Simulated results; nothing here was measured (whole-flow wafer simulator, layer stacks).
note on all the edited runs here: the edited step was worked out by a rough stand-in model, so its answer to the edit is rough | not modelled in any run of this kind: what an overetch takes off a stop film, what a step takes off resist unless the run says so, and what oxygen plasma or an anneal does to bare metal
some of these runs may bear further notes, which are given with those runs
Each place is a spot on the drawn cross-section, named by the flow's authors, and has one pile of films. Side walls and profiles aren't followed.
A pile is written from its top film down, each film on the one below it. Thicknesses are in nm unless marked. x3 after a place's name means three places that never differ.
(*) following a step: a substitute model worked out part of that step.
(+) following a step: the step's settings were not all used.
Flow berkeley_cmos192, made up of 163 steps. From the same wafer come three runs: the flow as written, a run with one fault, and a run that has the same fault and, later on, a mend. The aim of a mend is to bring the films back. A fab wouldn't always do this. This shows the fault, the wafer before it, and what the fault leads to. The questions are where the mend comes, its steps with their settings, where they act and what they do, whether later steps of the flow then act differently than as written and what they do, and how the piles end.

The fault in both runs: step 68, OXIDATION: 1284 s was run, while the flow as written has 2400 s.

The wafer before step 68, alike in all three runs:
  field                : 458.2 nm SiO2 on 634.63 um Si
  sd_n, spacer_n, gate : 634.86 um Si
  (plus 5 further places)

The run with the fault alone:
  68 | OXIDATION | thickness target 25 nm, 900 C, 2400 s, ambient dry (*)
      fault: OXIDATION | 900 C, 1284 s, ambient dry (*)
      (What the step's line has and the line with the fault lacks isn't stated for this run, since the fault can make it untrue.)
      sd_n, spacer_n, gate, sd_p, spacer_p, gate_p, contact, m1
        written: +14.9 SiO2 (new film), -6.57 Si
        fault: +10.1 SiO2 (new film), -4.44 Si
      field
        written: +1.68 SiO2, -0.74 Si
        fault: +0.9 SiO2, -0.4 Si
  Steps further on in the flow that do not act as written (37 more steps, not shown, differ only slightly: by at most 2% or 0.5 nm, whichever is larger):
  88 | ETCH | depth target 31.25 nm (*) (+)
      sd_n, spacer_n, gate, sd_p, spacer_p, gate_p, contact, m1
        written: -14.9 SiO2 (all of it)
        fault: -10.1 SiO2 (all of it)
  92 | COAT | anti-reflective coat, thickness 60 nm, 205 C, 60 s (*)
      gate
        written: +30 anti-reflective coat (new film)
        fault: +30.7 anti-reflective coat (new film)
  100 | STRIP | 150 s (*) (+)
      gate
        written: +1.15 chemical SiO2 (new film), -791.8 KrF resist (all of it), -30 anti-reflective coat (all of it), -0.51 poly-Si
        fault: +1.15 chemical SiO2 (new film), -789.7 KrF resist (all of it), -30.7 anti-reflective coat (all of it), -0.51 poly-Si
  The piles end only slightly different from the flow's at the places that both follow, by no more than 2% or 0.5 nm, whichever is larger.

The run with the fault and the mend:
  The mend stands after step 75.
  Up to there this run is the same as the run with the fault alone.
  75a | STRIP | 150 s (*) (+)
      sd_p
        -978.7 KrF resist (all of it)
      spacer_p
        -960.1 KrF resist (all of it)
      gate_p
        -959.2 KrF resist (all of it)
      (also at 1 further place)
  75b | CLEAN | chemistry SPM
      leaves every film unchanged at each place that is followed
  75c | OXIDATION | 900 C, 1080 s, ambient dry (*) (the flow's step 68 again, with other settings)
      sd_n, spacer_n, gate, sd_p, spacer_p, gate_p, contact, m1
        +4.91 SiO2, -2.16 Si
      field
        +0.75 SiO2, -0.33 Si
  75d | HMDS (the flow's step 70 again)
      leaves every film unchanged at each place that is followed
  75e | COAT | KrF resist, thickness 900 nm (*) (the flow's step 71 again)
      spacer_n, gate
        +978.6 KrF resist (new film)
      field
        +842.4 KrF resist (new film)
      sd_n
        +1013.2 KrF resist (new film)
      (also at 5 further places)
  75f | SOFTBAKE | KrF resist (the flow's step 72 again)
      leaves every film unchanged at each place that is followed
  75g | EXPOSE | photomask PWELL, dose 30 mJ/cm2, NA 0.5, wavelength 248 nm (*) (the flow's step 73 again)
      leaves every film unchanged at each place that is followed
  75h | PEB | KrF resist, 130 C, 60 s (the flow's step 74 again)
      sd_n, m1
        -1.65 KrF resist
      spacer_n, gate
        -1.58 KrF resist
      spacer_p, gate_p
        -1.57 KrF resist
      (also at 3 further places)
  75i | DEVELOP | KrF resist, thickness 900 nm, developer developer-D-0.26N, 45 s (the flow's step 75 again)
      sd_p, spacer_p, gate_p, m1
        -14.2 KrF resist
      spacer_n, gate
        -977 KrF resist (all of it)
      field
        -841.1 KrF resist (all of it)
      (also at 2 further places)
  Every later step of the flow that is run acts as written, at every place that is followed, to within 2% or 0.5 nm, whichever is larger.
  The piles end the same as the flow's at every place that both follow.
